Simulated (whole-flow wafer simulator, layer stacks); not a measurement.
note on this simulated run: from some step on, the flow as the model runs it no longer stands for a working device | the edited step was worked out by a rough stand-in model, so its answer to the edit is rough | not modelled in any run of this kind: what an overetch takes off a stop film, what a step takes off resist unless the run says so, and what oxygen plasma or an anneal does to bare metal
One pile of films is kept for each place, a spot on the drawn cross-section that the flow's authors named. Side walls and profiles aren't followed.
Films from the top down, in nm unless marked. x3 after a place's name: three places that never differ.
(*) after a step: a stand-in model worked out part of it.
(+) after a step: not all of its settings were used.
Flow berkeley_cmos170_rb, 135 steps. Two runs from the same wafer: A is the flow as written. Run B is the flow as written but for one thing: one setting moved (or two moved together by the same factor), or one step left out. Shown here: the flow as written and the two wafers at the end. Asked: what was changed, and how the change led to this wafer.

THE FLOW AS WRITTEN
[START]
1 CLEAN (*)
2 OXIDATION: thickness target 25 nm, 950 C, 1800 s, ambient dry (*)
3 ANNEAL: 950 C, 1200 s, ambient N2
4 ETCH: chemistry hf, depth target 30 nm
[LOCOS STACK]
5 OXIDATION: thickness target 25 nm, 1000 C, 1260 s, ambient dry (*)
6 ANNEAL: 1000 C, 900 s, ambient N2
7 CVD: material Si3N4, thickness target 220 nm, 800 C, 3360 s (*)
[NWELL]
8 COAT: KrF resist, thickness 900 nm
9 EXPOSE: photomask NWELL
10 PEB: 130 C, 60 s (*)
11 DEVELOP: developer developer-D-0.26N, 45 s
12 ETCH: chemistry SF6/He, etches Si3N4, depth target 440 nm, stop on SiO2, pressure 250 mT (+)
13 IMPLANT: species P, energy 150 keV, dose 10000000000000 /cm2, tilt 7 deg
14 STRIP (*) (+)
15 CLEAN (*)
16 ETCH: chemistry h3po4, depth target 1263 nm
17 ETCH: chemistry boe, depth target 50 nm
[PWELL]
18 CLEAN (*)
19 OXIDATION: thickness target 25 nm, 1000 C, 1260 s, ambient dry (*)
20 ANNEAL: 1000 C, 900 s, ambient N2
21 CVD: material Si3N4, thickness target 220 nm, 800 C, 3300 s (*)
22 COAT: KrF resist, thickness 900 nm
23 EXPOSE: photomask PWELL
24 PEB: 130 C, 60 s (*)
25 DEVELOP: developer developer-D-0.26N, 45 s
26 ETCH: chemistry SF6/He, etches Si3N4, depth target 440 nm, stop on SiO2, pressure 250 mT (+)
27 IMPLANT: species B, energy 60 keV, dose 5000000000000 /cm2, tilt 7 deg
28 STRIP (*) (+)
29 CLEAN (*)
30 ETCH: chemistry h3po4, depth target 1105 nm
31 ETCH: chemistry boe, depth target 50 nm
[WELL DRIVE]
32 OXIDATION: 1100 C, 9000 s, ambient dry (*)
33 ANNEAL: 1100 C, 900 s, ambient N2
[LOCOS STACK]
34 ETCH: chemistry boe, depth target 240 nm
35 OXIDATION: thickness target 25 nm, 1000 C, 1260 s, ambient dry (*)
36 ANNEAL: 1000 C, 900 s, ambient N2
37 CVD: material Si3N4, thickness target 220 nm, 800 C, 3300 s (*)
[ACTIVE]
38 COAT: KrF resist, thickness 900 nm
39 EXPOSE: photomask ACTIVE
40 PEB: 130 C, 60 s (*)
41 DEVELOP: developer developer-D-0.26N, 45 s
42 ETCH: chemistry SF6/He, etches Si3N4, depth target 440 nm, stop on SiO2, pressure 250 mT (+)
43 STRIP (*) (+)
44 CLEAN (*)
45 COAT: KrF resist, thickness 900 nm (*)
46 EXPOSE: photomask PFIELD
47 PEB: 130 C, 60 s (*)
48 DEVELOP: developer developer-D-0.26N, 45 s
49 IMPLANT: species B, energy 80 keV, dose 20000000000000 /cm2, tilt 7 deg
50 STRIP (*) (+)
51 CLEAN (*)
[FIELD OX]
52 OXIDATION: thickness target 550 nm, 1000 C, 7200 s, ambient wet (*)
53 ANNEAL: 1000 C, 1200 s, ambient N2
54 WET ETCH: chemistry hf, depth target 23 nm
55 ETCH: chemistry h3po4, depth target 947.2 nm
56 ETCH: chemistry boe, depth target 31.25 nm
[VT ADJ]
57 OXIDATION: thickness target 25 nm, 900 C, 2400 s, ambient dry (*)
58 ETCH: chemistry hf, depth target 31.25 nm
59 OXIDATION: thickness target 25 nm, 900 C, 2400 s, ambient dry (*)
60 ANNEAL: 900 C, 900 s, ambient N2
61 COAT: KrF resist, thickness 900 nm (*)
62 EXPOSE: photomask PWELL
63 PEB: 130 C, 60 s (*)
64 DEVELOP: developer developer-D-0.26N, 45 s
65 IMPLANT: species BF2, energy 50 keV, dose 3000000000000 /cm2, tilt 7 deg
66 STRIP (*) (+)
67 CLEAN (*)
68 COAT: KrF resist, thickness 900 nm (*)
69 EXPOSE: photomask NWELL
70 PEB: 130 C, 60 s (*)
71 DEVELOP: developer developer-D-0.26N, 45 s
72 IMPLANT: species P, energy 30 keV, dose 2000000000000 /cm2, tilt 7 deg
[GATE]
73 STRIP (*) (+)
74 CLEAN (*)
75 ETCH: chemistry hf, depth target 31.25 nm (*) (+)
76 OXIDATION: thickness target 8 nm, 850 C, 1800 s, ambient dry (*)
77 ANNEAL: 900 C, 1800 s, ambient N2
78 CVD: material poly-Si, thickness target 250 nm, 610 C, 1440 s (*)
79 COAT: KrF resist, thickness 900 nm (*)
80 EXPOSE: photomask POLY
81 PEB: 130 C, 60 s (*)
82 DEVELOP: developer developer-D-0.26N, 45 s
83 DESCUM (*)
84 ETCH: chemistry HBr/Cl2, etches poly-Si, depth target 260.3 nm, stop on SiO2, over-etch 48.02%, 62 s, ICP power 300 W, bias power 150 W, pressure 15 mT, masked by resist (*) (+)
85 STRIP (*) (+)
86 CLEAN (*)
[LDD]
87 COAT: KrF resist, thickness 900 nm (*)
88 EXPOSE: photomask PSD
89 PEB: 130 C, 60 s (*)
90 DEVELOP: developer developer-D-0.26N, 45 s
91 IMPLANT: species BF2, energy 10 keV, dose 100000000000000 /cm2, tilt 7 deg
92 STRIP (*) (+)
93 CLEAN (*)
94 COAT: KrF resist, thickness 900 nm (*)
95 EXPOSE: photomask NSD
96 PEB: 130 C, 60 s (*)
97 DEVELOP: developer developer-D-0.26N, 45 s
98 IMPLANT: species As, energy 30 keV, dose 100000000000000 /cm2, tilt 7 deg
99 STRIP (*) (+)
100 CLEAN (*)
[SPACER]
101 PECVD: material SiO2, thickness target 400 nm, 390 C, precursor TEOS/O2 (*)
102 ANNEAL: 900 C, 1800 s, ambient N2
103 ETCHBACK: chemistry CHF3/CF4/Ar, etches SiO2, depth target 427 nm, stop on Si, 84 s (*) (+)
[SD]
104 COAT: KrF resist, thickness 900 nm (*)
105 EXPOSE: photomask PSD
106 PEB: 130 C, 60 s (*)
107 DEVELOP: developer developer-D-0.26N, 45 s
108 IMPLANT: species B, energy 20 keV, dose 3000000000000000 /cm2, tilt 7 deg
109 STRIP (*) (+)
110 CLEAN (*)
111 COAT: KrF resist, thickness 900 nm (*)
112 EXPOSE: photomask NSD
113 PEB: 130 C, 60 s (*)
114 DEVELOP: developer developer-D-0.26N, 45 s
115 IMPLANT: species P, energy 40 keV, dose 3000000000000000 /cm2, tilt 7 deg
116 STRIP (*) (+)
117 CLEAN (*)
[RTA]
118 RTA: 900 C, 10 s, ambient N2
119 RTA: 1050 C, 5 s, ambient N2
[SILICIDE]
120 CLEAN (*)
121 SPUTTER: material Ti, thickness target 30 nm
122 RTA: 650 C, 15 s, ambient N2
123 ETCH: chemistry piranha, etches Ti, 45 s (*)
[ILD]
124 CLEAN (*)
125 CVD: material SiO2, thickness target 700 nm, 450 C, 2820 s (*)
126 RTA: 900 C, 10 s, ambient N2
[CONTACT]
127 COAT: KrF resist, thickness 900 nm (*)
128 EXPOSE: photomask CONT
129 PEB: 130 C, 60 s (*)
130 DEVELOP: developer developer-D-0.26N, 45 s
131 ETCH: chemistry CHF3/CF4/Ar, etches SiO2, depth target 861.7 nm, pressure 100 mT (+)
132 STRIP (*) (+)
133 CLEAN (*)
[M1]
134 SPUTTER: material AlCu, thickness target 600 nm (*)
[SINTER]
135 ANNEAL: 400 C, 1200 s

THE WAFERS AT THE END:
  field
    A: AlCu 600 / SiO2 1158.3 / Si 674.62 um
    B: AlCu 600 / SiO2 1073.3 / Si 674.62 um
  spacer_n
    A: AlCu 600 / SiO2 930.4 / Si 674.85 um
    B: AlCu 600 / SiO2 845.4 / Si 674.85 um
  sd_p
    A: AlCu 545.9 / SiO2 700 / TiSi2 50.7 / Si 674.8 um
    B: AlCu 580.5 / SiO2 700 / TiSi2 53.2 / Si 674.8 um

The cause: step 103, ETCHBACK: depth target 512 nm was run, where the flow has depth target 427 nm.

How the change led to this, step by step:
  103 ETCHBACK: chemistry CHF3/CF4/Ar, etches SiO2, depth target 427 nm, stop on Si, 84 s (*) (+)
      spacer_n, spacer_p: A SiO2 -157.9 | B SiO2 -242.9
      field: A SiO2 -427 | B SiO2 -512
  104 COAT: KrF resist, thickness 900 nm (*)
      field: A KrF resist +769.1 (new film) | B KrF resist +819.3 (new film)
      sd_n: A KrF resist +982.1 (new film) | B KrF resist +950 (new film)
      (and at 7 more places)
  107 DEVELOP: developer developer-D-0.26N, 45 s
      sd_p: A KrF resist -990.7 (all of it) | B KrF resist -960 (all of it)
      spacer_p: A KrF resist -767.7 (all of it) | B KrF resist -824.9 (all of it)
      (and at 1 more place)
  109 STRIP (*) (+)
      field: A KrF resist -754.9 (all of it) | B KrF resist -805.1 (all of it)
      sd_n: A KrF resist -967.9 (all of it) | B KrF resist -935.8 (all of it)
      (and at 4 more places)
  111 COAT: KrF resist, thickness 900 nm (*)
      field: A KrF resist +769.1 (new film) | B KrF resist +819.3 (new film)
      sd_n: A KrF resist +982.1 (new film) | B KrF resist +950 (new film)
      (and at 7 more places)
  114 DEVELOP: developer developer-D-0.26N, 45 s
      sd_n: A KrF resist -982.1 (all of it) | B KrF resist -950 (all of it)
      spacer_n: A KrF resist -766.3 (all of it) | B KrF resist -824.1 (all of it)
      (and at 2 more places)
  116 STRIP (*) (+)
      field: A KrF resist -754.9 (all of it) | B KrF resist -805.1 (all of it)
      sd_p: A KrF resist -976.5 (all of it) | B KrF resist -945.8 (all of it)
      (and at 3 more places)
  121 SPUTTER: material Ti, thickness target 30 nm
      sd_p: A Ti +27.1 (new film) | B Ti +28.5 (new film)
  122 RTA: 650 C, 15 s, ambient N2
      sd_p: A Ti -21.1, TiSi first +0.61 (new film), TiSi2 C49 +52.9 (new film), Si -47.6 | B Ti -22.2, TiSi first +3.18 (new film), TiSi2 C49 +51.7 (new film), Si -48.3
  126 RTA: 900 C, 10 s, ambient N2
      sd_p: A under 1 film: TiSi2 +50.7 (new film), TiSi first -0.61 (all of it), TiSi2 C49 -52.9 (all of it), Si -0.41 | B under 1 film: TiSi2 +53.2 (new film), TiSi first -3.18 (all of it), TiSi2 C49 -51.7 (all of it), Si -2.12
  127 COAT: KrF resist, thickness 900 nm (*)
      field: A KrF resist +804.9 (new film) | B KrF resist +841.1 (new film)
      sd_n: A KrF resist +1010 (new film) | B KrF resist +965.6 (new film)
      (and at 7 more places)
  130 DEVELOP: developer developer-D-0.26N, 45 s
      contact: A KrF resist -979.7 (all of it) | B KrF resist -948.1 (all of it)
  132 STRIP (*) (+)
      field: A KrF resist -575.3 (all of it) | B KrF resist -611.4 (all of it)
      sd_n: A KrF resist -780.4 (all of it) | B KrF resist -736 (all of it)
      (and at 6 more places)
  134 SPUTTER: material AlCu, thickness target 600 nm (*)
      sd_p: A AlCu +545.9 (new film) | B AlCu +580.5 (new film)
